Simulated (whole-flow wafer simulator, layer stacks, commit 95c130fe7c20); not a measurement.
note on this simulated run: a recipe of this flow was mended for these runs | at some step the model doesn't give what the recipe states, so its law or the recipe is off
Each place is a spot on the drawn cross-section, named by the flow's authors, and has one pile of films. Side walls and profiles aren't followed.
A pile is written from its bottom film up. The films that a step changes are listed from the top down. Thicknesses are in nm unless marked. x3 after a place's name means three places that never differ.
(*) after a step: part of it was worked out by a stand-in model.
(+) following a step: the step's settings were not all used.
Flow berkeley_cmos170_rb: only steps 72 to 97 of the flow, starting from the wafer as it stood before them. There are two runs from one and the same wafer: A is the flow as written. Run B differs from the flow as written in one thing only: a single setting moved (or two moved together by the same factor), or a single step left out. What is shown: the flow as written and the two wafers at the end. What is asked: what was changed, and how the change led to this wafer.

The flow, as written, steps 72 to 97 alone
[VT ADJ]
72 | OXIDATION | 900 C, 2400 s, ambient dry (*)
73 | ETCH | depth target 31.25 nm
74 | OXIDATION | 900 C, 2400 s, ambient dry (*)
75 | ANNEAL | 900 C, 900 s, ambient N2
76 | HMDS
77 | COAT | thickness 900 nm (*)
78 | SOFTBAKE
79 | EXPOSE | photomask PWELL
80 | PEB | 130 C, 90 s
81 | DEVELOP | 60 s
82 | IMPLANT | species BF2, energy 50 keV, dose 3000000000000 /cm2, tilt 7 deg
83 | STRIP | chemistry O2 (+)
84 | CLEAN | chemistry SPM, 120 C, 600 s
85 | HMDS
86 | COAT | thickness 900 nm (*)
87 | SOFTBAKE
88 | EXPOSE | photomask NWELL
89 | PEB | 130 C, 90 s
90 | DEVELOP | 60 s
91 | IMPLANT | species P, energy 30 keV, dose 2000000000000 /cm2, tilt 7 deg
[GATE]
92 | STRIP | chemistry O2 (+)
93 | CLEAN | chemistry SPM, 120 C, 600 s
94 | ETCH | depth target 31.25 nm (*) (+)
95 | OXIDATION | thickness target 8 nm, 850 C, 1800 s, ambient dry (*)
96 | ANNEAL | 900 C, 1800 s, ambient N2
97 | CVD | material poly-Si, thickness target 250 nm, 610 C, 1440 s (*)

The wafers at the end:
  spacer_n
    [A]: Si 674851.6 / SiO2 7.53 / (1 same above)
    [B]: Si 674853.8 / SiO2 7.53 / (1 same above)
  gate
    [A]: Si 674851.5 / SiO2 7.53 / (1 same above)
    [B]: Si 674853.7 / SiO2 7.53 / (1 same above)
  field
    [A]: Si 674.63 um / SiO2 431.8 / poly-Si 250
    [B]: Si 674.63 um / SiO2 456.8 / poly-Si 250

What caused this: step 73, ETCH: depth target 6.25 nm was run, whereas the flow has depth target 31.25 nm.

The path from the change to this, step by step:
  73 | ETCH | depth target 31.25 nm
      sd_n, spacer_n, gate, sd_p, spacer_p, gate_p, contact, m1: A -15 SiO2 (all of it) | B -6.25 SiO2
      field: A -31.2 SiO2 | B -6.25 SiO2
  74 | OXIDATION | 900 C, 2400 s, ambient dry (*)
      sd_n, spacer_n, gate, sd_p, spacer_p, gate_p, contact, m1: A +15 SiO2 (new film), -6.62 Si | B +10 SiO2, -4.4 Si
  94 | ETCH | depth target 31.25 nm (*) (+)
      sd_n, spacer_n, gate, sd_p, spacer_p, gate_p, contact, m1: A -15 SiO2 (all of it) | B -18.8 SiO2 (all of it)
